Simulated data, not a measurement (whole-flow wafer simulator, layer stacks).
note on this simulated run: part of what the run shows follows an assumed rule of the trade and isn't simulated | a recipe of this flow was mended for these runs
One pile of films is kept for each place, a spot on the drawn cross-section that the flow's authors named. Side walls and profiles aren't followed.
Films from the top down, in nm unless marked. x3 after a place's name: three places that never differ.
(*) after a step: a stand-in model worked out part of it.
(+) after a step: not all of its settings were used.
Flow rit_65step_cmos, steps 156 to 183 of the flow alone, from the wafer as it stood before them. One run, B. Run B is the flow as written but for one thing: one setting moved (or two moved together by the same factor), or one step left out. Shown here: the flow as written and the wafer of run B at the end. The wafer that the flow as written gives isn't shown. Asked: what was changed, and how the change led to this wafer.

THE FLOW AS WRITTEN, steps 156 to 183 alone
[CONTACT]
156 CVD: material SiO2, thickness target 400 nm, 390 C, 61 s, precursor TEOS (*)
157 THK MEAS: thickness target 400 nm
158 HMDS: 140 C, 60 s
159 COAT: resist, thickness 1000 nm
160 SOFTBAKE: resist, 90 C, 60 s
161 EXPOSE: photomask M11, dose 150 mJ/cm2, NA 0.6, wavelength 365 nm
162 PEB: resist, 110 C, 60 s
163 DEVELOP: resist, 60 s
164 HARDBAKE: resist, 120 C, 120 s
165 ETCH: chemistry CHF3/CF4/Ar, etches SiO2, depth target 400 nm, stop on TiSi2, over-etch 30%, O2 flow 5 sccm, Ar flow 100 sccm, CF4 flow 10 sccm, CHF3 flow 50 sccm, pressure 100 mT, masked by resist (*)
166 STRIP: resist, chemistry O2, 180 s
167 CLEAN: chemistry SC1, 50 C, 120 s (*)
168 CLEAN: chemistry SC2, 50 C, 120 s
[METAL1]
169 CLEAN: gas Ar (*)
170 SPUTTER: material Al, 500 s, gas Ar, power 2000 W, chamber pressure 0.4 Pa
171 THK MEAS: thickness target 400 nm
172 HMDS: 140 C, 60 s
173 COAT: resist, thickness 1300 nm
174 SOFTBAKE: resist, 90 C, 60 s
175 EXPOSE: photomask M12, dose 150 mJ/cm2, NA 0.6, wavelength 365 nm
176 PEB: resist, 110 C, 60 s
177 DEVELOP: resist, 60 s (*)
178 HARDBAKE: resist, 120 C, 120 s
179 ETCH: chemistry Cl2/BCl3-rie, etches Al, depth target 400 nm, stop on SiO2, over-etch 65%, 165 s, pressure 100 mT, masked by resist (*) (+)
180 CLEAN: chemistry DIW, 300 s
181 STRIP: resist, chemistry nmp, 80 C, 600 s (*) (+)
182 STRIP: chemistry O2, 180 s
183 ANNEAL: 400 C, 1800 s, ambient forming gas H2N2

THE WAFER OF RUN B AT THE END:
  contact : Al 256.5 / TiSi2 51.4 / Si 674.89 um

The cause: step 165, ETCH: depth target 340.8 nm was run, where the flow has depth target 400 nm.

How the change led to this, step by step:
  165 ETCH: chemistry CHF3/CF4/Ar, etches SiO2, depth target 400 nm, stop on TiSi2, over-etch 30%, O2 flow 5 sccm, Ar flow 100 sccm, CF4 flow 10 sccm, CHF3 flow 50 sccm, pressure 100 mT, masked by resist (*)
      field, field_pw, field_nw and 10 more: resist -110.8 (as written it would be: resist -130)
      contact: SiO2 -400 (all of it), TiSi2 -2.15 (as written it would be: SiO2 -400 (all of it), TiSi2 -6)
  166 STRIP: resist, chemistry O2, 180 s
      active_n, active_p: resist -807 (all of it) (as written it would be: resist -787.7 (all of it))
      field: resist -866.3 (all of it) (as written it would be: resist -847 (all of it))
      (and at 10 more places)
